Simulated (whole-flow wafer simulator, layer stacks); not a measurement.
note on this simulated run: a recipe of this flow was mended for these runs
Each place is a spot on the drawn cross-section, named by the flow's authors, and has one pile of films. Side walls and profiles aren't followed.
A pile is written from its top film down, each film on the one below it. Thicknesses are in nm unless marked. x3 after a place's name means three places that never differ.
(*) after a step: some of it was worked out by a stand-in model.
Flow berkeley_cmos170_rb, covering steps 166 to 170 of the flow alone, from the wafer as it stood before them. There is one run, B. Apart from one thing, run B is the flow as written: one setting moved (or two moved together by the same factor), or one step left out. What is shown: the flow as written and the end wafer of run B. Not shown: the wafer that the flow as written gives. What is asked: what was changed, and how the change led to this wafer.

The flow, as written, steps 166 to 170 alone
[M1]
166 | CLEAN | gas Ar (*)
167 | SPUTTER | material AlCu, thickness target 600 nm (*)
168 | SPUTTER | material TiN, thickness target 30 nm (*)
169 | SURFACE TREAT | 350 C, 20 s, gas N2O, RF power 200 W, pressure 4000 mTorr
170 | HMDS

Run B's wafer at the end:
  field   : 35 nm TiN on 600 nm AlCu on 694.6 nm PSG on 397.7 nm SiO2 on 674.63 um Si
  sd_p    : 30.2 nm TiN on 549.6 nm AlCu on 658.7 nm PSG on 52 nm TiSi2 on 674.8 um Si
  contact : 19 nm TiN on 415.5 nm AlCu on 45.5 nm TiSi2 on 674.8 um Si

The reason: step 168, SPUTTER: thickness target 35 nm was run, whereas the flow has thickness target 30 nm.
The wafer lets one read it off: field has TiN 35, and step 168 as written asks for 30 nm.

How this came from the change, step by step:
  168 | SPUTTER | material TiN, thickness target 30 nm (*)
      field, sd_n, spacer_n, gate, spacer_p, gate_p, m1: TiN gains 35 (new film) (in the flow as written it would be: TiN gains 30 (new film))
      sd_p: TiN gains 30.2 (new film) (in the flow as written it would be: TiN gains 25.8 (new film))
      (and at 1 other place as well)
